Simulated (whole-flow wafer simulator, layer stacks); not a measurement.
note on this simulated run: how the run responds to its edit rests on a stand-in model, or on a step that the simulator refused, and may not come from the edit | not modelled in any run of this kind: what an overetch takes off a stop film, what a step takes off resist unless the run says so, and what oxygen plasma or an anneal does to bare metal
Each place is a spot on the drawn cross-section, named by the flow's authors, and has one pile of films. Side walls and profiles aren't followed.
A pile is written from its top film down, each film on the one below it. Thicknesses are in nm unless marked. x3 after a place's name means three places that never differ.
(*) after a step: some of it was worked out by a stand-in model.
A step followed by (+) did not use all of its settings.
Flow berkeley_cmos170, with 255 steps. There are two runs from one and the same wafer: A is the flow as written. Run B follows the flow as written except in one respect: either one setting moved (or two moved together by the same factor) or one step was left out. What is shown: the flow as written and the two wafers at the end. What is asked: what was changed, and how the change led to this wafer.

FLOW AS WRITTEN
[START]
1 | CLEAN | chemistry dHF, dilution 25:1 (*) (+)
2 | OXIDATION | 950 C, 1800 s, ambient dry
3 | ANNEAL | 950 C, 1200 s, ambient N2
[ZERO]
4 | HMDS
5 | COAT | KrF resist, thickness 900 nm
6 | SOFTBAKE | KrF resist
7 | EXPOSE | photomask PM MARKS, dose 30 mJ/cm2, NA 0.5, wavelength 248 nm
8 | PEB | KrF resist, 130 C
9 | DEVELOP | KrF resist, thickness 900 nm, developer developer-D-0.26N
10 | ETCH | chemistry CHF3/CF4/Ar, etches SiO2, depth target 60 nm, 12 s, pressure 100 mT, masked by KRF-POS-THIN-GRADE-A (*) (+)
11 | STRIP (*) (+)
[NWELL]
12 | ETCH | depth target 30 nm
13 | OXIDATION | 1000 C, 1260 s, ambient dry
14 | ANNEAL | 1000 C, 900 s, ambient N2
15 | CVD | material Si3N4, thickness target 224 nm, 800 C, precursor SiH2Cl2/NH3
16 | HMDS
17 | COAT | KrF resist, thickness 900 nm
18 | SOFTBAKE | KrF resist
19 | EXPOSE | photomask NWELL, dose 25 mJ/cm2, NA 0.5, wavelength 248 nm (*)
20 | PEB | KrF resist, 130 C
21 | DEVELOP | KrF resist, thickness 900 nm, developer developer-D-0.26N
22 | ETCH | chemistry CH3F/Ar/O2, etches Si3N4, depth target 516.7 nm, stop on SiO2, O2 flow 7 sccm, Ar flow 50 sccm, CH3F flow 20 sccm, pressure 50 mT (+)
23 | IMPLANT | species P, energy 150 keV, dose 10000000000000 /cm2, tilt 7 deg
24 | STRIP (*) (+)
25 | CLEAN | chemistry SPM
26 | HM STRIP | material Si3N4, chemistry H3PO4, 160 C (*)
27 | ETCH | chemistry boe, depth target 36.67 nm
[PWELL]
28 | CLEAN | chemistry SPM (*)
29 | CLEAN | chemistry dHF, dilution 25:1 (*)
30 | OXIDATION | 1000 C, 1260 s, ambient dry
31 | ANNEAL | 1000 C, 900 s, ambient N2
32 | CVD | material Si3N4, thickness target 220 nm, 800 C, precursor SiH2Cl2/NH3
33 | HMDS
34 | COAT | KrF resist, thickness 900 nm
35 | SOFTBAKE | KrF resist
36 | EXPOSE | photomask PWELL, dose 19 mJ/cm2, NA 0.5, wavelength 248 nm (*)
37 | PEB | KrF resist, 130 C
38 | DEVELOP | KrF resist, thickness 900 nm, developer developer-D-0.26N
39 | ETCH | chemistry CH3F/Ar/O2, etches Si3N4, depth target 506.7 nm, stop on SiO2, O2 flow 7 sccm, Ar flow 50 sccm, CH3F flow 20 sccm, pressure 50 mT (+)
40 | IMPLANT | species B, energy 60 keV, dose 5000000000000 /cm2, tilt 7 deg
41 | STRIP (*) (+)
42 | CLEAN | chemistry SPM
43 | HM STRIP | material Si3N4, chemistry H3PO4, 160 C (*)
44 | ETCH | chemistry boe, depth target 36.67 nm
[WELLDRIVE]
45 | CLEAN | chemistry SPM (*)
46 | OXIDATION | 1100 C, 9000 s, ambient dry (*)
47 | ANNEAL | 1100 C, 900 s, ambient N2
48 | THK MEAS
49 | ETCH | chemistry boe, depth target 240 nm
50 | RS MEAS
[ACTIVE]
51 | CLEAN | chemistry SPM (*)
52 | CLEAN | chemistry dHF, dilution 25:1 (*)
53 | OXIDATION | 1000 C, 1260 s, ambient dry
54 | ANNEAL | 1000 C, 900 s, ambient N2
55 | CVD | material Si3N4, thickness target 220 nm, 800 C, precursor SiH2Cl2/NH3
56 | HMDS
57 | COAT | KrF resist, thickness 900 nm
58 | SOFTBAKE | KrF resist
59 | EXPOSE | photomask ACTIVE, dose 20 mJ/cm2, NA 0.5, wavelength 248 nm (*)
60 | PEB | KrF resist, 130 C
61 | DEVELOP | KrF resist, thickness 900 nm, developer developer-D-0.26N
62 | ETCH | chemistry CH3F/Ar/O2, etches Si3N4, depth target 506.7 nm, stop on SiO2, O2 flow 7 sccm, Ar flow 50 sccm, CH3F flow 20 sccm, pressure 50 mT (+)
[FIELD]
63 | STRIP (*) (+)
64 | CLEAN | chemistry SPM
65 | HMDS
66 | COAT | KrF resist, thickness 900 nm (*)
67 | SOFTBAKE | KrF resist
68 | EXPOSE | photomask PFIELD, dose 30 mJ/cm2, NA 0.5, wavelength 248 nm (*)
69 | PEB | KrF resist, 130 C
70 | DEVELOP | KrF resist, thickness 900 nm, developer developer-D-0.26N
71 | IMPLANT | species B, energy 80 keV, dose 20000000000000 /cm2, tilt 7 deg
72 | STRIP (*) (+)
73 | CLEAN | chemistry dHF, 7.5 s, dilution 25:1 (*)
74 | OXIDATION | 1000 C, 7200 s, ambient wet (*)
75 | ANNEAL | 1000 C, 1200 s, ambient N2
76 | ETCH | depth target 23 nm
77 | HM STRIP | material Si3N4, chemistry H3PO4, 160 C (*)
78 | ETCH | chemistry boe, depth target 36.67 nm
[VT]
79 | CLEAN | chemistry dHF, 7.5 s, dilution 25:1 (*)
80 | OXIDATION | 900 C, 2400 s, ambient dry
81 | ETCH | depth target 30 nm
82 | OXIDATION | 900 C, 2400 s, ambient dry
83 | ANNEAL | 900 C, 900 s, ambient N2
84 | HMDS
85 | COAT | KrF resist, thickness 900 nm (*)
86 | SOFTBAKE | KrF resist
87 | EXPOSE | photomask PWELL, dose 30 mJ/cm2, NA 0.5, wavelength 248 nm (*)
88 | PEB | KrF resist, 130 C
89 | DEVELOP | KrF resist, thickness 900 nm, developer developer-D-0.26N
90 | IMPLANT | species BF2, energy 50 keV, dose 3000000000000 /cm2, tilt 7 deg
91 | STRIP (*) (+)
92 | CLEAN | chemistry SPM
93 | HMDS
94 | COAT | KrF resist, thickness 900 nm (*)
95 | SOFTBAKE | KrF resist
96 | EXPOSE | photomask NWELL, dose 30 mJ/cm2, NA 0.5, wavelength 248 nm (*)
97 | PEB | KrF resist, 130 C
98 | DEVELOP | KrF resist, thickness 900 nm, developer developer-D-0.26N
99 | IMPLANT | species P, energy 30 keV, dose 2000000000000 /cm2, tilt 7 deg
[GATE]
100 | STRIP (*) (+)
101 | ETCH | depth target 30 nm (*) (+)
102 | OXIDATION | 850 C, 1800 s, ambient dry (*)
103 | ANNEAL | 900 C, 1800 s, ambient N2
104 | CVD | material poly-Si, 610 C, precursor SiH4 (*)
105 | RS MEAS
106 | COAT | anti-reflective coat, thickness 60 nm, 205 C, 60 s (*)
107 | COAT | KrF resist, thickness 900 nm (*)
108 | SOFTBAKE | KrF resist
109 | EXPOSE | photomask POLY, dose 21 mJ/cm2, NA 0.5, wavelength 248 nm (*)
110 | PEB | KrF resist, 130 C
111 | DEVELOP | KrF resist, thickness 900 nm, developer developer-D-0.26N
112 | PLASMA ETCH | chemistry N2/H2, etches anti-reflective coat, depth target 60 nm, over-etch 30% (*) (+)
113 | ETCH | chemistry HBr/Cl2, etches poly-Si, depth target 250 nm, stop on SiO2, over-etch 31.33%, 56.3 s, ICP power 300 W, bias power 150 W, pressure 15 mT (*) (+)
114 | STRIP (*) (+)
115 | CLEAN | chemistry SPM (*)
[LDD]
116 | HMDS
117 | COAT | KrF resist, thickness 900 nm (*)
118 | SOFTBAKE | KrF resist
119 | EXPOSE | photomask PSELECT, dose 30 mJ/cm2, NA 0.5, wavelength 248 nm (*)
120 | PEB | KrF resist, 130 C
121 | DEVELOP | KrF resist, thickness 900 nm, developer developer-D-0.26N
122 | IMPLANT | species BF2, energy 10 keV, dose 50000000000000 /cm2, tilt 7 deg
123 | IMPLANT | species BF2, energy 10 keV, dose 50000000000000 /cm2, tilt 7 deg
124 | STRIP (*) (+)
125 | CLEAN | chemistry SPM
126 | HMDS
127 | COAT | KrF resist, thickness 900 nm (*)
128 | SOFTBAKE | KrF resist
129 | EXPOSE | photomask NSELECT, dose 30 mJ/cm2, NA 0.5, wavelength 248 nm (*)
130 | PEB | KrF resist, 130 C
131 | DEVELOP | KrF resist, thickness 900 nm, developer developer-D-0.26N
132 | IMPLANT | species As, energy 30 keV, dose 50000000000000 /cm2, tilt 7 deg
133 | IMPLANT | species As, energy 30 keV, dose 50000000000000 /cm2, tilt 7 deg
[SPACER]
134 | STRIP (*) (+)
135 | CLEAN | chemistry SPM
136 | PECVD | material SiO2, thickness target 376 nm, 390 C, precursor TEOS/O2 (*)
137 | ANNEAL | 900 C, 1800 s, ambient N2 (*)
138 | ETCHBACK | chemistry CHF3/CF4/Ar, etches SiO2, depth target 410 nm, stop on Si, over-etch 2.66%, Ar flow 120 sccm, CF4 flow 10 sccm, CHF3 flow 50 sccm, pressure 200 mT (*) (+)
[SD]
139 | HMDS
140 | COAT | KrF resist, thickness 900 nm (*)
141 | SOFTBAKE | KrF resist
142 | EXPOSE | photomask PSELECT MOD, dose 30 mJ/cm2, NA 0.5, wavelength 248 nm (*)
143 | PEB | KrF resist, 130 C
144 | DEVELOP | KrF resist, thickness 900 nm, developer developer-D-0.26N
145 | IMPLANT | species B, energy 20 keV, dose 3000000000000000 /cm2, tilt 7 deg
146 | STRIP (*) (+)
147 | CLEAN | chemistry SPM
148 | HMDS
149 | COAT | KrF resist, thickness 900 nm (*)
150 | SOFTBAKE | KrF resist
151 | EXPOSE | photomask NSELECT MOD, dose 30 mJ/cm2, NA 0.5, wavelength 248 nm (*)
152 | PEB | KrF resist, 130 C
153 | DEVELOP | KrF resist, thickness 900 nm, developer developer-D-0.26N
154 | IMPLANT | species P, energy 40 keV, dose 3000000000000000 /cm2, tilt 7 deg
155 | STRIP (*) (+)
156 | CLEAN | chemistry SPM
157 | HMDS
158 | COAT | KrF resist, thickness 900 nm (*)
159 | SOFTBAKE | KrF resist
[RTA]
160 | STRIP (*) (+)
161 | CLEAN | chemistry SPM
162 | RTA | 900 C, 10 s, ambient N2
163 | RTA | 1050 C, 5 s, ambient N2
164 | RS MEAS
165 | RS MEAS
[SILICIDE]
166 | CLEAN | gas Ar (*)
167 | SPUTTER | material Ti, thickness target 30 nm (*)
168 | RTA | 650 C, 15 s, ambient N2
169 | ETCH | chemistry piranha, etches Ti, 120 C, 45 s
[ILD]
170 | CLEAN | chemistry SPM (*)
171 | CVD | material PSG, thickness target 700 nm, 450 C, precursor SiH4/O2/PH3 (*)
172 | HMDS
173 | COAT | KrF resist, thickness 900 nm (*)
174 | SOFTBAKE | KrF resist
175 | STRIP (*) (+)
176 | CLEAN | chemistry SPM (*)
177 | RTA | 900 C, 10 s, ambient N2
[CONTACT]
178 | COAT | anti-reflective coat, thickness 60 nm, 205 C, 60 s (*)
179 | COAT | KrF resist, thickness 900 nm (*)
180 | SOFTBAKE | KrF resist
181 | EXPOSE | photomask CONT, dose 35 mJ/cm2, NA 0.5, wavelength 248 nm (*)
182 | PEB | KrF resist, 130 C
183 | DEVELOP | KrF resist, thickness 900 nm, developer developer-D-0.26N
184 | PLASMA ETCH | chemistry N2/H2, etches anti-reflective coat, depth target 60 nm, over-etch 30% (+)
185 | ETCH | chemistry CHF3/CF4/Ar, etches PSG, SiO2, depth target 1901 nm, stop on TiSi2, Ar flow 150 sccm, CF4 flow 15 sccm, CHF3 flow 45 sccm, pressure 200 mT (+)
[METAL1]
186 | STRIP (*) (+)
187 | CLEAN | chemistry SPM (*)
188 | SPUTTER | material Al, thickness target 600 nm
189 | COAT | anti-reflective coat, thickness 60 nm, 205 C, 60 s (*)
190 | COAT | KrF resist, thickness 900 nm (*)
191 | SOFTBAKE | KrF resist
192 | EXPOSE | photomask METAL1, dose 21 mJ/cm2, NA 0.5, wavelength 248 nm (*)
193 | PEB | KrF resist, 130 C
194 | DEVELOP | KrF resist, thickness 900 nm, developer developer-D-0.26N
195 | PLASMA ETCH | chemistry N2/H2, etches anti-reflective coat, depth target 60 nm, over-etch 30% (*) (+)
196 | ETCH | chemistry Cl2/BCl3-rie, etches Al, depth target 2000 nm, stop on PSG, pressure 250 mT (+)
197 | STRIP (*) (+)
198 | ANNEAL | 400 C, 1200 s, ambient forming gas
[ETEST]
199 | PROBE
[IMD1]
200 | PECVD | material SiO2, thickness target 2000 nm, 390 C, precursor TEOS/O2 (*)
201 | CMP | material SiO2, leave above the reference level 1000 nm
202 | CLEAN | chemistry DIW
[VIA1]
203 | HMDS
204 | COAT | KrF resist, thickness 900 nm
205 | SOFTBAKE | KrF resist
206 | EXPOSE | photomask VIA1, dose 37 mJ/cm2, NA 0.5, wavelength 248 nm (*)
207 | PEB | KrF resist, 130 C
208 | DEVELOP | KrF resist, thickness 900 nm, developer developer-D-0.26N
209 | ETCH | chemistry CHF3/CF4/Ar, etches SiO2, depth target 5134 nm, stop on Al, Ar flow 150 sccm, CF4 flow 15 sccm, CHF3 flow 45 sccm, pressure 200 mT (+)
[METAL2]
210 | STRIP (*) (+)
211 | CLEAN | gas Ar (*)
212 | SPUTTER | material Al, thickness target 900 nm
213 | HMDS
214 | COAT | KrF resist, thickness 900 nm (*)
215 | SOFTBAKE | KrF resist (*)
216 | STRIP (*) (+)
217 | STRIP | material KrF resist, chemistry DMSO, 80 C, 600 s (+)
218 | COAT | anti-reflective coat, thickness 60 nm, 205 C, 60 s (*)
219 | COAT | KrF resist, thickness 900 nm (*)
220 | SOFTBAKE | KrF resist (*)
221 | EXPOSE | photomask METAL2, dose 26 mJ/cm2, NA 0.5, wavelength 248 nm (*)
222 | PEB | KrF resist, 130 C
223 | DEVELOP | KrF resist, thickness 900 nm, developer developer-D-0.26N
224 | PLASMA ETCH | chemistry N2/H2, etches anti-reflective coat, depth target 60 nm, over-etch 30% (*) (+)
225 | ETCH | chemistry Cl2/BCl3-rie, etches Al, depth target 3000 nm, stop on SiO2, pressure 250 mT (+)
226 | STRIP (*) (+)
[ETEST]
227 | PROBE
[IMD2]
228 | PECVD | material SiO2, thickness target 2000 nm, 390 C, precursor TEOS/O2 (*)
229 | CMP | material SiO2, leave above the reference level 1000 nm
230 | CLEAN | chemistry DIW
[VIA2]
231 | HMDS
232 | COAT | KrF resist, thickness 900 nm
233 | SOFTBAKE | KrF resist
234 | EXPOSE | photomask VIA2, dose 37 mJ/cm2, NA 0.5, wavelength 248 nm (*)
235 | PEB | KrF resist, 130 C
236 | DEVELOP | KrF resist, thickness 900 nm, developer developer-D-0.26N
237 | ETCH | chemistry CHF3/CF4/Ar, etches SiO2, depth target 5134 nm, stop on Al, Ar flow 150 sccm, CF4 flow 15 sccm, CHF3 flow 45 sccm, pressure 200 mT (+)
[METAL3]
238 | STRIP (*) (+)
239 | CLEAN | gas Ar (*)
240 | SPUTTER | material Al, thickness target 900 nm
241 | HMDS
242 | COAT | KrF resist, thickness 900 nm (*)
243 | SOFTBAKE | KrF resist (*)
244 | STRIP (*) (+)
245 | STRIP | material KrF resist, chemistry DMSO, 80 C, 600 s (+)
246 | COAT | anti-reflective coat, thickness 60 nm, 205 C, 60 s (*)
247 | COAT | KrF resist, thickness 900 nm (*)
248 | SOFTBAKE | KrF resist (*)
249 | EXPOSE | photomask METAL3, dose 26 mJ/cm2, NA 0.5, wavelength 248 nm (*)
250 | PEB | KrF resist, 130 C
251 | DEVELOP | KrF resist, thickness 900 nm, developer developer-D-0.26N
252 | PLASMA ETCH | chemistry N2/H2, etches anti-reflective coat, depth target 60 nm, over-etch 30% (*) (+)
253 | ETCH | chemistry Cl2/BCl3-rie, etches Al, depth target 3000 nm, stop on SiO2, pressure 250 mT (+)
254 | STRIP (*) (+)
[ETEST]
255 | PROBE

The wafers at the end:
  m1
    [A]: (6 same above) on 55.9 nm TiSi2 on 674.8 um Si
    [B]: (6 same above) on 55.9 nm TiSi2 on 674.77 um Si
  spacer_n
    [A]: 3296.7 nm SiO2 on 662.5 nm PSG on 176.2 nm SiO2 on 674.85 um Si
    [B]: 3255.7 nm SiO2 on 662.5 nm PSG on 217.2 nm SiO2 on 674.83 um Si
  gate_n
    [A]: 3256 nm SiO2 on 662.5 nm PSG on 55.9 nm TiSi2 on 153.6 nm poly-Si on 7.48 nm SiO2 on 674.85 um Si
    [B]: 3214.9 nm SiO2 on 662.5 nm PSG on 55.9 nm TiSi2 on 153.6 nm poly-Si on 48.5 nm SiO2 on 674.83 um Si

The reason: step 82, OXIDATION: 1080 C was run, though the flow has 900 C.

How this came from the change, step by step:
  82 | OXIDATION | 900 C, 2400 s, ambient dry
      sd_n, spacer_n, gate_n and 8 more: A +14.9 SiO2 (new film), -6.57 Si | B +75.7 SiO2 (new film), -33.3 Si
      field: A +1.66 SiO2, -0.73 Si | B +13.3 SiO2, -5.87 Si
  101 | ETCH | depth target 30 nm (*) (+)
      sd_n, spacer_n, gate_n and 8 more: A -14.9 SiO2 (all of it) | B -30 SiO2
  102 | OXIDATION | 850 C, 1800 s, ambient dry (*)
      sd_n, spacer_n, gate_n and 8 more: A +7.48 SiO2 (new film), -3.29 Si | B +2.78 SiO2, -1.22 Si
  106 | COAT | anti-reflective coat, thickness 60 nm, 205 C, 60 s (*)
      sd_n: A +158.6 anti-reflective coat (new film) | B +152.1 anti-reflective coat (new film)
      spacer_n: A +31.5 anti-reflective coat (new film) | B +33.9 anti-reflective coat (new film)
      (also at 4 further places)
  112 | PLASMA ETCH | chemistry N2/H2, etches anti-reflective coat, depth target 60 nm, over-etch 30% (*) (+)
      sd_n: A -158.6 anti-reflective coat (all of it), -1.22 poly-Si | B -152.1 anti-reflective coat (all of it), -1.17 poly-Si
      spacer_n: A -31.5 anti-reflective coat (all of it), -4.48 poly-Si | B -33.9 anti-reflective coat (all of it), -4.2 poly-Si
      (also at 2 further places)
  114 | STRIP (*) (+)
      gate_n: A +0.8 chemical SiO2 (new film), -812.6 KrF resist (all of it), -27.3 anti-reflective coat (all of it), -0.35 poly-Si | B +0.8 chemical SiO2 (new film), -804.8 KrF resist (all of it), -29.7 anti-reflective coat (all of it), -0.35 poly-Si
      gate_p: A +0.8 chemical SiO2 (new film), -782.1 KrF resist (all of it), -29.6 anti-reflective coat (all of it), -0.35 poly-Si | B +0.8 chemical SiO2 (new film), -777.1 KrF resist (all of it), -31.3 anti-reflective coat (all of it), -0.35 poly-Si
  138 | ETCHBACK | chemistry CHF3/CF4/Ar, etches SiO2, depth target 410 nm, stop on Si, over-etch 2.66%, Ar flow 120 sccm, CF4 flow 10 sccm, CHF3 flow 50 sccm, pressure 200 mT (*) (+)
      sd_n, sd_p, contact, m1, via1, m2, via2: A -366 SiO2 (all of it) | B -407 SiO2 (all of it)
  140 | COAT | KrF resist, thickness 900 nm (*)
      spacer_n: A +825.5 KrF resist (new film) | B +806.9 KrF resist (new film)
      gate_n: A +792.8 KrF resist (new film) | B +774.8 KrF resist (new film)
      (also at 2 further places)
  144 | DEVELOP | KrF resist, thickness 900 nm, developer developer-D-0.26N
      spacer_p: A -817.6 KrF resist (all of it) | B -797.6 KrF resist (all of it)
      gate_p: A -784.8 KrF resist (all of it) | B -765.5 KrF resist (all of it)
  146 | STRIP (*) (+)
      spacer_n: A -810 KrF resist (all of it) | B -791.4 KrF resist (all of it)
      gate_n: A +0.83 chemical SiO2 (new film), -777.3 KrF resist (all of it), -0.36 poly-Si | B +0.83 chemical SiO2 (new film), -759.4 KrF resist (all of it), -0.37 poly-Si
  149 | COAT | KrF resist, thickness 900 nm (*)
      spacer_n: A +825.9 KrF resist (new film) | B +806.4 KrF resist (new film)
      gate_n: A +792.7 KrF resist (new film) | B +773.8 KrF resist (new film)
      (also at 2 further places)
  153 | DEVELOP | KrF resist, thickness 900 nm, developer developer-D-0.26N
      spacer_n: A -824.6 KrF resist (all of it) | B -805.2 KrF resist (all of it)
      gate_n: A -791.5 KrF resist (all of it) | B -772.6 KrF resist (all of it)
  155 | STRIP (*) (+)
      spacer_p: A -804 KrF resist (all of it) | B -783.2 KrF resist (all of it)
      gate_p: A -770.7 KrF resist (all of it), +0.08 chemical SiO2 | B -750.4 KrF resist (all of it), +0.08 chemical SiO2
  158 | COAT | KrF resist, thickness 900 nm (*)
      spacer_n: A +825.6 KrF resist (new film) | B +806.5 KrF resist (new film)
      gate_n: A +792.3 KrF resist (new film) | B +773.7 KrF resist (new film)
      (also at 2 further places)
  160 | STRIP (*) (+)
      spacer_n: A -825.6 KrF resist (all of it) | B -806.5 KrF resist (all of it)
      gate_n: A -792.3 KrF resist (all of it), +0.07 chemical SiO2 | B -773.7 KrF resist (all of it), +0.07 chemical SiO2
      (also at 2 further places)
  173 | COAT | KrF resist, thickness 900 nm (*)
      sd_n: A +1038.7 KrF resist (new film) | B +1078.7 KrF resist (new film)
      sd_p: A +1001.7 KrF resist (new film) | B +1026.2 KrF resist (new film)
  ... 12 other steps ...
  201 | CMP | material SiO2, leave above the reference level 1000 nm
      spacer_n, spacer_p: A -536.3 SiO2 | B -577.4 SiO2
      gate_n, gate_p: A -577.1 SiO2 | B -618.1 SiO2
      (also at 2 further places)
